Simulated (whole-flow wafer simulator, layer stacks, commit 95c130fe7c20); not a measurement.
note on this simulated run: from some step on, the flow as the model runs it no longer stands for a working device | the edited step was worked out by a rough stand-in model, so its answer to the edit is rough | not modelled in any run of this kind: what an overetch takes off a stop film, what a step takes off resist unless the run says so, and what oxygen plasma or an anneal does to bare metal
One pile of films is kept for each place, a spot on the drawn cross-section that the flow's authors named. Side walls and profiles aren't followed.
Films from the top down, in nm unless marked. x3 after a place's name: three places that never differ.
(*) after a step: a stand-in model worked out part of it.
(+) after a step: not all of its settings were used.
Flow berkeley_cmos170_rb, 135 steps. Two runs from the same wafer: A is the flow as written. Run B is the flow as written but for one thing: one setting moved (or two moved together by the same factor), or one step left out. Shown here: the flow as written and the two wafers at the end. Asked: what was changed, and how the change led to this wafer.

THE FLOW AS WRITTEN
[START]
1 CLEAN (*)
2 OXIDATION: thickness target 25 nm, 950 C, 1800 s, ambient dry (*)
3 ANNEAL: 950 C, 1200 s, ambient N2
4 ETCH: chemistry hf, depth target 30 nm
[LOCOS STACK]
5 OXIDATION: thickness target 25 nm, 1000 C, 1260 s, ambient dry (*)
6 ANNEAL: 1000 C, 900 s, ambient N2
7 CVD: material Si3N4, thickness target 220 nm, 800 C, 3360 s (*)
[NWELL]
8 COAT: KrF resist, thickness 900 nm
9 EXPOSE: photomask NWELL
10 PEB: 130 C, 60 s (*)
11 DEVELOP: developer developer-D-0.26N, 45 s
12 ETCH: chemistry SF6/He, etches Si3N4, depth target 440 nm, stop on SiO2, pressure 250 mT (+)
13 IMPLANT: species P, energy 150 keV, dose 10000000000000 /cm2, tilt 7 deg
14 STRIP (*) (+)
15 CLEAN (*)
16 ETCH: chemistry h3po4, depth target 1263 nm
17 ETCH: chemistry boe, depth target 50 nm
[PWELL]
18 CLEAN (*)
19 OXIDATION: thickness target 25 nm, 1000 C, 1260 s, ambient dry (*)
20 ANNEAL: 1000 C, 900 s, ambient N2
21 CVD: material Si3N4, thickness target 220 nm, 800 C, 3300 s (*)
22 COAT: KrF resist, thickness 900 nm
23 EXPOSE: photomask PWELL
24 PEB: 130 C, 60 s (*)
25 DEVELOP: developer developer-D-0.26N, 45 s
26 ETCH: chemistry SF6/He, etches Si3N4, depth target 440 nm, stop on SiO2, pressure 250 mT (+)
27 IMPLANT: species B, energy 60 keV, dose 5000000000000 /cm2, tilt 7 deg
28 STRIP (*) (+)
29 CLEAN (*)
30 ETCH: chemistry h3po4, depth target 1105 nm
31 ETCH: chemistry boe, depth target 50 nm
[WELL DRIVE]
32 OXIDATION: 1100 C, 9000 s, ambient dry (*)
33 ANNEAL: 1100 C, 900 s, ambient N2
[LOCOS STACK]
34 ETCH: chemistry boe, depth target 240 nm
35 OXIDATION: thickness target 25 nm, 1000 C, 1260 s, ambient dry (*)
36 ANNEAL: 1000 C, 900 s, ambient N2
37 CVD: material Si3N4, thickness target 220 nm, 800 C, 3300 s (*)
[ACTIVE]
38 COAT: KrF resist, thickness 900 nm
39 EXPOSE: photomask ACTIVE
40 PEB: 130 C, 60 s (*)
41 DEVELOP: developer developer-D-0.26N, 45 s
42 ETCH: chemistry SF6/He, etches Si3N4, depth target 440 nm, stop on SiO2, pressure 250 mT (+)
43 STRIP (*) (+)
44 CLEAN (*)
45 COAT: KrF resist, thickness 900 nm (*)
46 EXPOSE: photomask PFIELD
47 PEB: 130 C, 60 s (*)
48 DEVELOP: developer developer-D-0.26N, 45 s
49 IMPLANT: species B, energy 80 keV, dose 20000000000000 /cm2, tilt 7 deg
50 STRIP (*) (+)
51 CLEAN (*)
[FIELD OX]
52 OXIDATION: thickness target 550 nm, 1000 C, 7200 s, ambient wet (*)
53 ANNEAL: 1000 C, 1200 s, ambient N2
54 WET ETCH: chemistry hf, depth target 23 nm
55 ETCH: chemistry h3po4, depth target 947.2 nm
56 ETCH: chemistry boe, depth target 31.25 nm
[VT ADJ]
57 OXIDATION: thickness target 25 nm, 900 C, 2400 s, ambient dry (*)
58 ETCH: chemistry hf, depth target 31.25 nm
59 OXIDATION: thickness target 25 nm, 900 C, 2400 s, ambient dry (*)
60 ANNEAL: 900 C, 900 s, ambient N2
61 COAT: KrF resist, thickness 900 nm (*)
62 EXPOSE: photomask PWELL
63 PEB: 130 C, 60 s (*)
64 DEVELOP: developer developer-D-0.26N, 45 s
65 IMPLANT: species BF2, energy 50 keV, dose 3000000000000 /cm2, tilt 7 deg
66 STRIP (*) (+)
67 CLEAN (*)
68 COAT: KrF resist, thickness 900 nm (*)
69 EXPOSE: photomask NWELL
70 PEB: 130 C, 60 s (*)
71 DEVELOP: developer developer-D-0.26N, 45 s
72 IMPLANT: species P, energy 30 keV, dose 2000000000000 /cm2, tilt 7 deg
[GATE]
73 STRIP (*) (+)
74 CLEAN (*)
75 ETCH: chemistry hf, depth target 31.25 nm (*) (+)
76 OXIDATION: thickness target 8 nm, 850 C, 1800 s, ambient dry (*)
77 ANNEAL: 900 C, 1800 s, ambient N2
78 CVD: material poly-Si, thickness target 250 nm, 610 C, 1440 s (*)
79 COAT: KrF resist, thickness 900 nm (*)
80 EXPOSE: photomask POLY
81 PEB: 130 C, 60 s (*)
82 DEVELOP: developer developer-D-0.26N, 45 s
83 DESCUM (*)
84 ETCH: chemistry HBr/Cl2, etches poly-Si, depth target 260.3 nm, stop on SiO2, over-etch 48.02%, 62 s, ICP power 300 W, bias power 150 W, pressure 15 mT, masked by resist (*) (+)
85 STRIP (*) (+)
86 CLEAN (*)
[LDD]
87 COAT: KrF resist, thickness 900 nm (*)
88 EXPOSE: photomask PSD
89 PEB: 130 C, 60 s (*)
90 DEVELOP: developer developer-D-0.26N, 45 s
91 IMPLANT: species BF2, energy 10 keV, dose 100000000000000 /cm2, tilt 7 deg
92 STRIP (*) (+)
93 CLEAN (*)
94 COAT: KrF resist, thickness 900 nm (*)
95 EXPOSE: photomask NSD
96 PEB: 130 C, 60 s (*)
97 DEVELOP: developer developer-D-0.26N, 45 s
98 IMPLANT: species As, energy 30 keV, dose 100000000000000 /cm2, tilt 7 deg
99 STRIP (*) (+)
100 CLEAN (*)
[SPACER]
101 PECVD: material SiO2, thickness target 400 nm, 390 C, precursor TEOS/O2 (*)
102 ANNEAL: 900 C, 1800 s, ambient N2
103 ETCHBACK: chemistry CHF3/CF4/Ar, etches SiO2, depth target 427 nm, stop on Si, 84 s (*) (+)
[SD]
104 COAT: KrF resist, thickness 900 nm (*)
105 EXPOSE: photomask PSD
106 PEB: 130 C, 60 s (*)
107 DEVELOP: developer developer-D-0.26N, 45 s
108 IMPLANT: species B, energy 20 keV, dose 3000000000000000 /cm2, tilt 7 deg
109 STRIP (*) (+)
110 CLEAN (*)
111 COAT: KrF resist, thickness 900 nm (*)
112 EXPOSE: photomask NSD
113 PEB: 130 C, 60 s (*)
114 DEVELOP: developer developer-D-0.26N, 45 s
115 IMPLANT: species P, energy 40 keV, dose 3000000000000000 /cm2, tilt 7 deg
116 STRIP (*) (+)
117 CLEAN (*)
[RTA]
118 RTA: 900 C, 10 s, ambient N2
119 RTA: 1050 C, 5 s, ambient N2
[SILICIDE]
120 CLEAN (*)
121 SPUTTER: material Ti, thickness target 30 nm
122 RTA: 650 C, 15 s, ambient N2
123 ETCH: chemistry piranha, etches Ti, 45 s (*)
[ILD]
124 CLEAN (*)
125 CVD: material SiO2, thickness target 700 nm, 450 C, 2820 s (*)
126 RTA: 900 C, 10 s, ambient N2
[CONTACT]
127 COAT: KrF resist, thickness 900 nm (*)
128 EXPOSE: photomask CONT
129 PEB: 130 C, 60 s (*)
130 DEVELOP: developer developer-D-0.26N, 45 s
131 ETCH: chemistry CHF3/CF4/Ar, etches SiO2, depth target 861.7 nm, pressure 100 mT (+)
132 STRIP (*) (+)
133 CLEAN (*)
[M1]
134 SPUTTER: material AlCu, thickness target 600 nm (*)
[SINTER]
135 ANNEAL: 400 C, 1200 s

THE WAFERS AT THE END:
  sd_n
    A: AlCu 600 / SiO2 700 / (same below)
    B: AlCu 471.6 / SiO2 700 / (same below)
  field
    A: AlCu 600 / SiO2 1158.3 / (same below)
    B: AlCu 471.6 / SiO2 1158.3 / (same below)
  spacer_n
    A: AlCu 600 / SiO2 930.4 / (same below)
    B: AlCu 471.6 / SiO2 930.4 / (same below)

The cause: step 134, SPUTTER: thickness target 471.6 nm was run, where the flow has thickness target 600 nm.
It can be read off the wafer: sd_n has AlCu 471.6, and step 134 as written asks for 600 nm.

How the change led to this, step by step:
  134 SPUTTER: material AlCu, thickness target 600 nm (*)
      field, sd_n, spacer_n, gate, spacer_p, gate_p, m1: A AlCu +600 (new film) | B AlCu +471.6 (new film)
      sd_p: A AlCu +545.9 (new film) | B AlCu +424.4 (new film)
      (and at 1 more place)
